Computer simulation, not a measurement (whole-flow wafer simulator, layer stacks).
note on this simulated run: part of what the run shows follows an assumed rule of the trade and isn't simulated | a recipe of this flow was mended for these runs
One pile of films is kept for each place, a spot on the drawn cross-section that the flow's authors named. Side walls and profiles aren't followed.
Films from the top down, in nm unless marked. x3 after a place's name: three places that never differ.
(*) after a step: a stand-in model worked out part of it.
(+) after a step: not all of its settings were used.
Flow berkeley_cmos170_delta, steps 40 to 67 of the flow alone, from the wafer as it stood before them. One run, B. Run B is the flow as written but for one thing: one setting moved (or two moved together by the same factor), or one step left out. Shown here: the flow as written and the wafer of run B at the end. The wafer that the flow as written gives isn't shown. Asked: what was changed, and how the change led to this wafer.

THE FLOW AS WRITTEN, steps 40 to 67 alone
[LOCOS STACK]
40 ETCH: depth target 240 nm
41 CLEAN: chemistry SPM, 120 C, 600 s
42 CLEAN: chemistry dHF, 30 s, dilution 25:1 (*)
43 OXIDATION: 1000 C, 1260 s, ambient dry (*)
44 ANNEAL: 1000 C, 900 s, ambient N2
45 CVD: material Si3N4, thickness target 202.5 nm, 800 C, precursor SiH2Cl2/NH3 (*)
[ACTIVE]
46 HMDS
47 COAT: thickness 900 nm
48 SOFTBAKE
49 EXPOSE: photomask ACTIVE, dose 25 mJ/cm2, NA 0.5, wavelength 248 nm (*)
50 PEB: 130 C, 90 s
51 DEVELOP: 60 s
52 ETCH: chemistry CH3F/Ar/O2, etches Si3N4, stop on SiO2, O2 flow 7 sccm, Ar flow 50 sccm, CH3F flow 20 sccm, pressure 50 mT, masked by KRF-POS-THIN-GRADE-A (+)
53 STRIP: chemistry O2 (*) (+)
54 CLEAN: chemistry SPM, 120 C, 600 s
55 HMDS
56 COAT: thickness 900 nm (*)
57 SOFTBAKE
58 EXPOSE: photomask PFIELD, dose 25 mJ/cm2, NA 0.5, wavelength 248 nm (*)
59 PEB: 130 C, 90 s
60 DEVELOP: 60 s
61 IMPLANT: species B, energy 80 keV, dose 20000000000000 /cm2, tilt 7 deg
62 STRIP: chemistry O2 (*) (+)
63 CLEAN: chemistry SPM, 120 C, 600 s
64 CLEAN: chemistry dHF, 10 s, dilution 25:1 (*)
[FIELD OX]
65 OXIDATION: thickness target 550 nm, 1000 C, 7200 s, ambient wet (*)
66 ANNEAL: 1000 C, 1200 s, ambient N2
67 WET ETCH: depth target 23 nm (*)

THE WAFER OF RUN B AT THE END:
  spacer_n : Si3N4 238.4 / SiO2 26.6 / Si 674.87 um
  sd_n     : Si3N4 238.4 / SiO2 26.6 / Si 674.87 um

The cause: step 45, CVD: thickness target 246.2 nm was run, where the flow has thickness target 202.5 nm.

How the change led to this, step by step:
  45 CVD: material Si3N4, thickness target 202.5 nm, 800 C, precursor SiH2Cl2/NH3 (*)
      field, sd_n, spacer_n and 6 more: Si3N4 +246.2 (new film) (as written it would be: Si3N4 +202.5 (new film))
  52 ETCH: chemistry CH3F/Ar/O2, etches Si3N4, stop on SiO2, O2 flow 7 sccm, Ar flow 50 sccm, CH3F flow 20 sccm, pressure 50 mT, masked by KRF-POS-THIN-GRADE-A (+)
      sd_n, spacer_n, gate, sd_p, spacer_p, gate_p, contact, m1: KrF-resist -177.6 (as written it would be: KrF-resist -148.5)
      field: Si3N4 -246.2 (all of it), SiO2 -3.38 (as written it would be: Si3N4 -202.5 (all of it), SiO2 -3.38)
  53 STRIP: chemistry O2 (*) (+)
      sd_n, spacer_n, gate, sd_p, spacer_p, gate_p, contact, m1: KrF-resist -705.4 (all of it) (as written it would be: KrF-resist -734.6 (all of it))
  56 COAT: thickness 900 nm (*)
      sd_n: KrF-resist +772.2 (new film) (as written it would be: KrF-resist +794.3 (new film))
      sd_p: KrF-resist +793.8 (new film) (as written it would be: KrF-resist +812.1 (new film))
      (and at 2 more places)
  62 STRIP: chemistry O2 (*) (+)
      sd_n: KrF-resist -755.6 (all of it) (as written it would be: KrF-resist -777.7 (all of it))
      sd_p: KrF-resist -777.1 (all of it) (as written it would be: KrF-resist -795.4 (all of it))
      (and at 2 more places)
  65 OXIDATION: thickness target 550 nm, 1000 C, 7200 s, ambient wet (*)
      sd_n, sd_p: SiO2 +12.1 (new film), Si3N4 -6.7 (as written it would be: SiO2 +12.1 (new film), Si3N4 -6.7, SiO2 +0.15, Si -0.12)
